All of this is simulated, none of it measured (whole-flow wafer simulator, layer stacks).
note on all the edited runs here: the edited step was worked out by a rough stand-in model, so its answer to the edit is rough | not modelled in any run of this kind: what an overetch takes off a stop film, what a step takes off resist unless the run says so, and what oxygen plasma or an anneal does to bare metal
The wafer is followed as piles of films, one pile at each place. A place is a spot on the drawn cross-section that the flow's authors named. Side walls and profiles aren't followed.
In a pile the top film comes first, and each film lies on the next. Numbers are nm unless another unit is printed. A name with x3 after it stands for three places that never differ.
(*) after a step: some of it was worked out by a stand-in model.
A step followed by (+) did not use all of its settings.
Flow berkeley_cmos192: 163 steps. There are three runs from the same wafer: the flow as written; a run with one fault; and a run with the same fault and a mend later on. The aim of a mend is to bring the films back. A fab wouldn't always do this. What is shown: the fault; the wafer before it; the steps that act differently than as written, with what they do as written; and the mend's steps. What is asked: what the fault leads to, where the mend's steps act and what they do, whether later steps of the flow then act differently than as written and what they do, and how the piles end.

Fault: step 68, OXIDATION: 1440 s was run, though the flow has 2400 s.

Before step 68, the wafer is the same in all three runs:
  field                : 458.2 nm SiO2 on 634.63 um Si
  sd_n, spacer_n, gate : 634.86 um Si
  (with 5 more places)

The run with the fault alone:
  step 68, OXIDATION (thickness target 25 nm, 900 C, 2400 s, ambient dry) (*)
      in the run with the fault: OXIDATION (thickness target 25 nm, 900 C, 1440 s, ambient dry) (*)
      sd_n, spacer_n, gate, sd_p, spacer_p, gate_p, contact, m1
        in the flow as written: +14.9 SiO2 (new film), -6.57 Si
        in the run with the fault: +10.8 SiO2 (new film), -4.76 Si
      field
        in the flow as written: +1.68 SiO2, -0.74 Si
        in the run with the fault: +1.01 SiO2, -0.44 Si
  Later steps of the flow acting differently than as written (not shown: 39 more steps that differ only slightly, by at most 2% or 0.5 nm, whichever is larger):
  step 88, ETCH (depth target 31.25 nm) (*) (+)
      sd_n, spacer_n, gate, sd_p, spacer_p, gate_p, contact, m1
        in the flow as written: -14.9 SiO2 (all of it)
        in the run with the fault: -10.8 SiO2 (all of it)
  At the end the piles are close to the flow's at the places that both follow, differing by at most 2% or 0.5 nm, whichever is larger.

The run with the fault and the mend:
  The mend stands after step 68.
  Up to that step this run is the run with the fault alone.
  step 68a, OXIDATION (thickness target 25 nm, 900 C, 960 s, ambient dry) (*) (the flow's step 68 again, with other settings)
      sd_n, spacer_n, gate, sd_p, spacer_p, gate_p, contact, m1
        +4.11 SiO2, -1.81 Si
      field
        +0.67 SiO2, -0.29 Si
  None of the later steps of the flow acts differently than as written at any place that is followed.
  At every place that both follow, the piles at the end match the flow's.
